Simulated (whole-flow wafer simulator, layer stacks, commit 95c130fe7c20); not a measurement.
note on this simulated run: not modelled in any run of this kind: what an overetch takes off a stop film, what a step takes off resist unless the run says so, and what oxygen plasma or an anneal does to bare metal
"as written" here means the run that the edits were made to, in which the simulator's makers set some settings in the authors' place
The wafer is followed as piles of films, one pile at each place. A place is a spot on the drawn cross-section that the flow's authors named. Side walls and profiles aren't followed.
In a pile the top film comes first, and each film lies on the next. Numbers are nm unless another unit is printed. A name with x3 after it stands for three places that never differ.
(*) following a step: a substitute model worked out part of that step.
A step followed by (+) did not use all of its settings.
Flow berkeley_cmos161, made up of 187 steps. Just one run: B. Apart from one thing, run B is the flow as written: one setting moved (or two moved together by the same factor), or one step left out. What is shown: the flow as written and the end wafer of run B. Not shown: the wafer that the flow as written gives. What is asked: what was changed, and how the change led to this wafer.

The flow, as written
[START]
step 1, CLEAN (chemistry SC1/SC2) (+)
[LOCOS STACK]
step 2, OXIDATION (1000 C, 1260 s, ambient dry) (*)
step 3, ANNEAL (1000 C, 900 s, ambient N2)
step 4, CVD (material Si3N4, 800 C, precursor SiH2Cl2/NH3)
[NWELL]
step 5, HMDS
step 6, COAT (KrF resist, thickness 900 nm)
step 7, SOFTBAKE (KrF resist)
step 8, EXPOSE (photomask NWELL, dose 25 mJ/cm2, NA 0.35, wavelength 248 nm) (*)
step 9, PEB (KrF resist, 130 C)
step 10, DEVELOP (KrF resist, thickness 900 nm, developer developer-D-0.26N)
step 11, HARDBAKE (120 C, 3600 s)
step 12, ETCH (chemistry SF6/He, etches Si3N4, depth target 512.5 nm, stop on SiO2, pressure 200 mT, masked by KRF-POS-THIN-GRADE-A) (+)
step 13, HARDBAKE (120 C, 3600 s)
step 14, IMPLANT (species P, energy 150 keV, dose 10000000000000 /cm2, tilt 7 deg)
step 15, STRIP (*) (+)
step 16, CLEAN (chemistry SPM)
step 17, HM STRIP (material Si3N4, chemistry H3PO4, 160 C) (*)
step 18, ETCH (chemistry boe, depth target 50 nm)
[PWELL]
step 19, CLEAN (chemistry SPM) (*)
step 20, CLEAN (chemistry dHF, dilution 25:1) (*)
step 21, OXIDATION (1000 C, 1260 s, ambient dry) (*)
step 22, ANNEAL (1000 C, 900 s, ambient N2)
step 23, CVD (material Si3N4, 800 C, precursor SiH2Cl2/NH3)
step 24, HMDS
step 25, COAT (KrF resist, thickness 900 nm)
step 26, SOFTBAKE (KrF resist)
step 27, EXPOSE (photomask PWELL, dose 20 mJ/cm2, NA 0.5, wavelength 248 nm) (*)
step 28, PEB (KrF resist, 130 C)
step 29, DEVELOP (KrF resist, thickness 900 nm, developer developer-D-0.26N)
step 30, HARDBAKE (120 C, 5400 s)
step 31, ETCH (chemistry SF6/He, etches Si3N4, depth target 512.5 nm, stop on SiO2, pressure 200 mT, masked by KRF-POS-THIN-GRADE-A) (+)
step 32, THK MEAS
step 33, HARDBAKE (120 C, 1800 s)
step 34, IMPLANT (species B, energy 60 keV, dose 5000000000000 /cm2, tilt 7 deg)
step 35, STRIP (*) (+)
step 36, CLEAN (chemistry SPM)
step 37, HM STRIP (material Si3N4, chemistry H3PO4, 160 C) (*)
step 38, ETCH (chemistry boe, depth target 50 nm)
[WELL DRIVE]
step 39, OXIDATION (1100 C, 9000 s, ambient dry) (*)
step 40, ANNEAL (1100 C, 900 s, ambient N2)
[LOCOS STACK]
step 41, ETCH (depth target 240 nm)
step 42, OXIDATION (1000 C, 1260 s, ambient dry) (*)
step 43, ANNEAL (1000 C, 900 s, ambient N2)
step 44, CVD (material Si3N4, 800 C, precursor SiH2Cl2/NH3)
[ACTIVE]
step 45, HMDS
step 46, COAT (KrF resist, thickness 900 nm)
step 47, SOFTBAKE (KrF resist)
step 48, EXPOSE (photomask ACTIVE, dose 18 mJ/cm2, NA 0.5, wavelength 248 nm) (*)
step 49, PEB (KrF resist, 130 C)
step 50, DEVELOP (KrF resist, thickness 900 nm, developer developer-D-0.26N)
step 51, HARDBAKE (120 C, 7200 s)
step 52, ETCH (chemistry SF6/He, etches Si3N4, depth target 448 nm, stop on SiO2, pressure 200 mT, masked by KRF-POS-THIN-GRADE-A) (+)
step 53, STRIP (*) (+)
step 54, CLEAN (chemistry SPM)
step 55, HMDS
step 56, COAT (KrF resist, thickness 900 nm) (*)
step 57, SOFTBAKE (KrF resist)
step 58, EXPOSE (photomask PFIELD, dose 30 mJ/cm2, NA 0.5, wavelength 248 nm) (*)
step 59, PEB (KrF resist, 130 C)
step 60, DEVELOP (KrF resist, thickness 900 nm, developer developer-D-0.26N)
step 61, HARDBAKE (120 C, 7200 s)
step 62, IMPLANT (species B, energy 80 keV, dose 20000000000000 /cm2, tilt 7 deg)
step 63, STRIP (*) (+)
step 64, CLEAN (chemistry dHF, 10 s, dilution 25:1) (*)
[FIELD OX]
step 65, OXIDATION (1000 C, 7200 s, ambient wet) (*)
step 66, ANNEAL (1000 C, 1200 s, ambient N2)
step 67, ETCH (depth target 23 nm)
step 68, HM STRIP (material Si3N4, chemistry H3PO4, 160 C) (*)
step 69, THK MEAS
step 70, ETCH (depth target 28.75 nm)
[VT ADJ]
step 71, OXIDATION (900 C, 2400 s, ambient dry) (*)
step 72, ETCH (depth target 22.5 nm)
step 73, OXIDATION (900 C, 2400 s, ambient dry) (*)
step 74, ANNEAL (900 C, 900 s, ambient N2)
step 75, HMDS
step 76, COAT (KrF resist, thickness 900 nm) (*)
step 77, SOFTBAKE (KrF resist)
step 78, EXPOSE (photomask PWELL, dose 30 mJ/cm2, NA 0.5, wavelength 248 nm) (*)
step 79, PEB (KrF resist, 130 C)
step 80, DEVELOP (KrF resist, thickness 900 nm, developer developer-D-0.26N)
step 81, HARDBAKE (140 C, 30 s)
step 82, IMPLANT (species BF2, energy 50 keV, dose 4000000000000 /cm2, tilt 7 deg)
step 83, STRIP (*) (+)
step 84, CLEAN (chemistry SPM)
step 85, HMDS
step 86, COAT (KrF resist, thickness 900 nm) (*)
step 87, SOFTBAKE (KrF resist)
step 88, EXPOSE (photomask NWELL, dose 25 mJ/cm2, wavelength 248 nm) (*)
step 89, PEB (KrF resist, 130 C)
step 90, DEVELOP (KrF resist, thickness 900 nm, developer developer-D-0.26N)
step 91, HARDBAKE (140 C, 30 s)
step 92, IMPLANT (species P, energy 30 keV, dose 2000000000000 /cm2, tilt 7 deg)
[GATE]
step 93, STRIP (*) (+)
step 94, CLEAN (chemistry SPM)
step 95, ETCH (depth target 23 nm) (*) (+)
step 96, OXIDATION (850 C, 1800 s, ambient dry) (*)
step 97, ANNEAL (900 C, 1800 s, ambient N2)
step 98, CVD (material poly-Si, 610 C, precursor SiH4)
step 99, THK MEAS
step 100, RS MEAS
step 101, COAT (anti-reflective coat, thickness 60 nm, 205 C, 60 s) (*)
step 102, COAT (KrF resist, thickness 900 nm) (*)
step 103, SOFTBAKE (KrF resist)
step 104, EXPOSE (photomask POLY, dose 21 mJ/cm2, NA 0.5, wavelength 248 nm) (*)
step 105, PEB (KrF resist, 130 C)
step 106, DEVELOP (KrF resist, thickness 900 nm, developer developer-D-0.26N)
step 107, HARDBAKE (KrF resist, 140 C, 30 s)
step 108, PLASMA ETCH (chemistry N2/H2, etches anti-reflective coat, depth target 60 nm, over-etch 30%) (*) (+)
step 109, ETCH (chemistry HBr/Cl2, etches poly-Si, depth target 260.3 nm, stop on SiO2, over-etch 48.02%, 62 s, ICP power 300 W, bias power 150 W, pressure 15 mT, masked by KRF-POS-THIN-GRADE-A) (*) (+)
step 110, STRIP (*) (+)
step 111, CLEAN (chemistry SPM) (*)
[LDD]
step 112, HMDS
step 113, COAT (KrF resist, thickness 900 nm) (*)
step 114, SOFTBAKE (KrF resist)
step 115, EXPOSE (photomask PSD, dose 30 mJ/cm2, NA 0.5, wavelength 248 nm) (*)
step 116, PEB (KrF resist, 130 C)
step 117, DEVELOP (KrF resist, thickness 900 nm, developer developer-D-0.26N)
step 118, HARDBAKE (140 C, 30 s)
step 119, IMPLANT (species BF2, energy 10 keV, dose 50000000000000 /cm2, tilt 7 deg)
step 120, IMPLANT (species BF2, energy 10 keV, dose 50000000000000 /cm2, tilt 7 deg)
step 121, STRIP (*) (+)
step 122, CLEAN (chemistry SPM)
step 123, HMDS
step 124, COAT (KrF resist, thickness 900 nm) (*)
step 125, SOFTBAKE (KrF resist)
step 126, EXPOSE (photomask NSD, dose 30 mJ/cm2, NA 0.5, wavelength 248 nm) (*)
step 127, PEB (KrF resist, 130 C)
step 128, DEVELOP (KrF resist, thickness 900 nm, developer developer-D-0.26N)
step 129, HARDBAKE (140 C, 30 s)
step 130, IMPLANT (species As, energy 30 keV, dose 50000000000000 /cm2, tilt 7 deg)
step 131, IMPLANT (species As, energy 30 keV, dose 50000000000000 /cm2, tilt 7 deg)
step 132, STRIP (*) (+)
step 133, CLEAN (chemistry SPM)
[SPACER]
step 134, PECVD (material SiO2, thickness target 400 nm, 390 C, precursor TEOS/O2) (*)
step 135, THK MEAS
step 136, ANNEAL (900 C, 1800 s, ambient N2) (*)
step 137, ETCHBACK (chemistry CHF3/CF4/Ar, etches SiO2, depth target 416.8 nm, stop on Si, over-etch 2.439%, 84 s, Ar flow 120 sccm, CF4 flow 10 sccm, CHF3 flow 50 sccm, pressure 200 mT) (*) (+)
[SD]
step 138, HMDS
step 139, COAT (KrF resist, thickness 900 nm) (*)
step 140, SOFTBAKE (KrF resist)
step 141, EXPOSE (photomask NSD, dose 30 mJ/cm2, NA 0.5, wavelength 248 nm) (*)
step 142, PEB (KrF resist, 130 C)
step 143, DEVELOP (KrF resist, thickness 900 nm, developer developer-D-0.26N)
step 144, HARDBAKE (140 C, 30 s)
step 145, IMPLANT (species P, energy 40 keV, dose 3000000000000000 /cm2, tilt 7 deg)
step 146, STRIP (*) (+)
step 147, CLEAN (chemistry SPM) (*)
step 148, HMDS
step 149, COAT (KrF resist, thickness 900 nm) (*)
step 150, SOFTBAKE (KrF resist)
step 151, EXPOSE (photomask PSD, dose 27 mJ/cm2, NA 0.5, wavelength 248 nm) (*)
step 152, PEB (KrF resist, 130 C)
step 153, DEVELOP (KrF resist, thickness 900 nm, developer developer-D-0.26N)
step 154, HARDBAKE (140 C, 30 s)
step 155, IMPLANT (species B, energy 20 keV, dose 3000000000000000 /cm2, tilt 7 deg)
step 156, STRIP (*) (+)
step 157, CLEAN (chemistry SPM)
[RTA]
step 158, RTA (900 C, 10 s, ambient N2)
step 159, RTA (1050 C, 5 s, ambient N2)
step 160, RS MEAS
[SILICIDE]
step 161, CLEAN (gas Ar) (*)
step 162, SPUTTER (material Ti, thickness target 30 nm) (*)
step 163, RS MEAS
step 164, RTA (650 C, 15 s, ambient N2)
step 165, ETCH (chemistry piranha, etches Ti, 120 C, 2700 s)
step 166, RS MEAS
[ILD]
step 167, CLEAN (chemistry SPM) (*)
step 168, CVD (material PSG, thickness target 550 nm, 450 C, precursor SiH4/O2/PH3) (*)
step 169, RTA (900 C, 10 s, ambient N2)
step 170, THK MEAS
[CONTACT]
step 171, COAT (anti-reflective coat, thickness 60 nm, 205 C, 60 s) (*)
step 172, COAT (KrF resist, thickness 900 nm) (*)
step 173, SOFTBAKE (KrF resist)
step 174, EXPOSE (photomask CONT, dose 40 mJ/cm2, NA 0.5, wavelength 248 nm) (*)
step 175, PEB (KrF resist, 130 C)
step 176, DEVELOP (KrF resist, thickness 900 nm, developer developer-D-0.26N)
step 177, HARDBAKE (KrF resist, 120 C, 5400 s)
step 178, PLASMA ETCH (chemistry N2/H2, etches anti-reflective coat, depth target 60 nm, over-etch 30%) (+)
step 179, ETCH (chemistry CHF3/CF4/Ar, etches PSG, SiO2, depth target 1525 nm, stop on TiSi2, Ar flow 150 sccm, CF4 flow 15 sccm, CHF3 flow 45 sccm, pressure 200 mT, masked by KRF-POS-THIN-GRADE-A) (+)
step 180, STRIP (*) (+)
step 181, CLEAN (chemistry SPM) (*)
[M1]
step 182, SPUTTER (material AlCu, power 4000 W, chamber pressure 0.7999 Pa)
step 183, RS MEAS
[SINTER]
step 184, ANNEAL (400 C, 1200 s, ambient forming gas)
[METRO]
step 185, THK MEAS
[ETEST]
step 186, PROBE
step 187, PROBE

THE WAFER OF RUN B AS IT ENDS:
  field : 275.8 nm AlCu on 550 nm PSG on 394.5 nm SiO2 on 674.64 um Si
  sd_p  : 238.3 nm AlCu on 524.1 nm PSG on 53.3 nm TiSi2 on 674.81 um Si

The reason: step 67, ETCH: depth target 37 nm was run, though the flow has depth target 23 nm.

How this came from the change, step by step:
  step 67, ETCH (depth target 23 nm)
      field: SiO2 loses 37 (in the flow as written it would be: SiO2 loses 23)
  step 101, COAT (anti-reflective coat, thickness 60 nm, 205 C, 60 s) (*)
      sd_n: anti-reflective coat gains 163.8 (new film) (in the flow as written it would be: anti-reflective coat gains 173.5 (new film))
      spacer_n: anti-reflective coat gains 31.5 (new film) (in the flow as written it would be: anti-reflective coat gains 28.7 (new film))
      (as well as at 5 more places)
  step 108, PLASMA ETCH (chemistry N2/H2, etches anti-reflective coat, depth target 60 nm, over-etch 30%) (*) (+)
      sd_n: anti-reflective coat loses 163.8 (all of it), poly-Si loses 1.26 (in the flow as written it would be: anti-reflective coat loses 173.5 (all of it), poly-Si loses 1.33)
      spacer_n: anti-reflective coat loses 31.5 (all of it), poly-Si loses 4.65 (in the flow as written it would be: anti-reflective coat loses 28.7 (all of it), poly-Si loses 5.05)
      (as well as at 3 more places)
  step 110, STRIP (*) (+)
      gate_n: chemical SiO2 gains 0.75 (new film), KrF resist loses 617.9 (all of it), anti-reflective coat loses 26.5 (all of it), poly-Si loses 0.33 (in the flow as written it would be: chemical SiO2 gains 0.75 (new film), KrF resist loses 626.8 (all of it), anti-reflective coat loses 23.7 (all of it), poly-Si loses 0.33)
      gate_p: chemical SiO2 gains 0.75 (new film), KrF resist loses 592.6 (all of it), anti-reflective coat loses 29.6 (all of it), poly-Si loses 0.33 (in the flow as written it would be: chemical SiO2 gains 0.75 (new film), KrF resist loses 598.2 (all of it), anti-reflective coat loses 27.9 (all of it), poly-Si loses 0.33)
  step 171, COAT (anti-reflective coat, thickness 60 nm, 205 C, 60 s) (*)
      sd_n: anti-reflective coat gains 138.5 (new film) (in the flow as written it would be: anti-reflective coat gains 149.7 (new film))
      gate_n: anti-reflective coat gains 45 (new film) (in the flow as written it would be: anti-reflective coat gains 46.1 (new film))
      (as well as at 2 more places)
  step 180, STRIP (*) (+)
      sd_n: KrF resist loses 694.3 (all of it), anti-reflective coat loses 138.5 (all of it) (in the flow as written it would be: KrF resist loses 692.5 (all of it), anti-reflective coat loses 149.7 (all of it))
      gate_n: KrF resist loses 581.1 (all of it), anti-reflective coat loses 45 (all of it) (in the flow as written it would be: KrF resist loses 589.4 (all of it), anti-reflective coat loses 46.1 (all of it))
      (as well as at 2 more places)
